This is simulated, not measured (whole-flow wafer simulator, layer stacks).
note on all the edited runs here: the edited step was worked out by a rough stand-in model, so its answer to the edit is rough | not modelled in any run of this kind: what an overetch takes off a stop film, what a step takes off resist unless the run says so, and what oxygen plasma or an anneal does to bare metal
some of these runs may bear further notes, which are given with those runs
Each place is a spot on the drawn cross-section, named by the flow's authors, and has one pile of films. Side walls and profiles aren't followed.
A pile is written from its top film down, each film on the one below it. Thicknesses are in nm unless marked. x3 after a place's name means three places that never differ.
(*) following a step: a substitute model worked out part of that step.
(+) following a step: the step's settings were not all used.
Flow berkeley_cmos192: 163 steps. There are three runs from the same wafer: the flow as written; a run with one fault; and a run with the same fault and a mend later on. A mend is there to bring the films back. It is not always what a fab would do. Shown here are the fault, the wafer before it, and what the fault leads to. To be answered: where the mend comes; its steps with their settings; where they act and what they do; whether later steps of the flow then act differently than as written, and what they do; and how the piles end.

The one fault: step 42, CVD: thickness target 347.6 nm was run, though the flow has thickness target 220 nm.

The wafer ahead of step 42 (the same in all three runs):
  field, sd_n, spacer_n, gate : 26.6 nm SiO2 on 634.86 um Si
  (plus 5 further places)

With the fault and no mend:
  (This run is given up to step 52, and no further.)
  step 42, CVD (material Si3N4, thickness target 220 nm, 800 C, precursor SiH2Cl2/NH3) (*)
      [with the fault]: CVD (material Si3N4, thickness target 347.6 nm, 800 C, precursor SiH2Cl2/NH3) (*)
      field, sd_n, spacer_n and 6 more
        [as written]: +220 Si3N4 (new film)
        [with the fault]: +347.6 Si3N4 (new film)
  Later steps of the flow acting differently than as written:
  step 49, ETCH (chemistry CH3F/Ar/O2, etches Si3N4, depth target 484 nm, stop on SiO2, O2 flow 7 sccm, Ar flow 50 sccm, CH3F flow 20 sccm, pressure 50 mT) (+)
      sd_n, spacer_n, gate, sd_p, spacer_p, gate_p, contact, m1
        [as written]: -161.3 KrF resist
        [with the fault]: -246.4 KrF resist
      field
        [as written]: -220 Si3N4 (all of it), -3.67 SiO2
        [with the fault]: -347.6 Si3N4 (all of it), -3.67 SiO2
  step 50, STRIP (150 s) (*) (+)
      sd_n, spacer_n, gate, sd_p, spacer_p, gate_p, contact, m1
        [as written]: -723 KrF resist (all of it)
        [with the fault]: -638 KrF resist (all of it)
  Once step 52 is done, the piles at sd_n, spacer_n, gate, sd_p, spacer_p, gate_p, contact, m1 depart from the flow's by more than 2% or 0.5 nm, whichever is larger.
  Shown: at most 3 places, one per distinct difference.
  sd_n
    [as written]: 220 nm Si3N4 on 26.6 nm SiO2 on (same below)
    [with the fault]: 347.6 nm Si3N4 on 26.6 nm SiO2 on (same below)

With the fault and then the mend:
  The mend follows step 42.
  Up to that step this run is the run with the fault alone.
  step 42a, ETCH (chemistry h3po4, depth target 127.6 nm)
      field, sd_n, spacer_n and 6 more
        -127.6 Si3N4
  Later steps of the flow that are run all act as written at every place that is followed.
  At every place that both follow, the piles at the end match the flow's.
